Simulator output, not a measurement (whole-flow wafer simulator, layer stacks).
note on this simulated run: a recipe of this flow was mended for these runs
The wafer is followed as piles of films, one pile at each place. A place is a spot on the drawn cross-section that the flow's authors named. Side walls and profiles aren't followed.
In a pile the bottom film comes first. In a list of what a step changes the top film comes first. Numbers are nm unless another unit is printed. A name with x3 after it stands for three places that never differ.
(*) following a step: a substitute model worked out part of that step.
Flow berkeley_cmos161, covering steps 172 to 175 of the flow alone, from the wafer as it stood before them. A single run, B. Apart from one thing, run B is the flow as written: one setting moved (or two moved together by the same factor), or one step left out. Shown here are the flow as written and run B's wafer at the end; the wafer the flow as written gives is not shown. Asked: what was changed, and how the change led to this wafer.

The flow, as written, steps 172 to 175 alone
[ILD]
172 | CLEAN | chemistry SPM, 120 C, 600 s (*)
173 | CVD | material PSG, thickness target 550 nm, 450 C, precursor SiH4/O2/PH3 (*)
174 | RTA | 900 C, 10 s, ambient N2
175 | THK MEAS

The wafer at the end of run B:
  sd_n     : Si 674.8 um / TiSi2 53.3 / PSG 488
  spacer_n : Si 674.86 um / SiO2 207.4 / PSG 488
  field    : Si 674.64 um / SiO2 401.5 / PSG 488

The reason: step 173, CVD: thickness target 488 nm was run, whereas the flow has thickness target 550 nm.
The wafer lets one read it off: sd_n has PSG 488, and step 173 as written asks for 550 nm.

Step by step, how the change led to this:
  173 | CVD | material PSG, thickness target 550 nm, 450 C, precursor SiH4/O2/PH3 (*)
      field, sd_n, spacer_n, gate_n, spacer_p, gate_p, contact x2: +488 PSG (new film) (as written it would have been: +550 PSG (new film))
      sd_p: +464.2 PSG (new film) (as written it would have been: +522.4 PSG (new film))
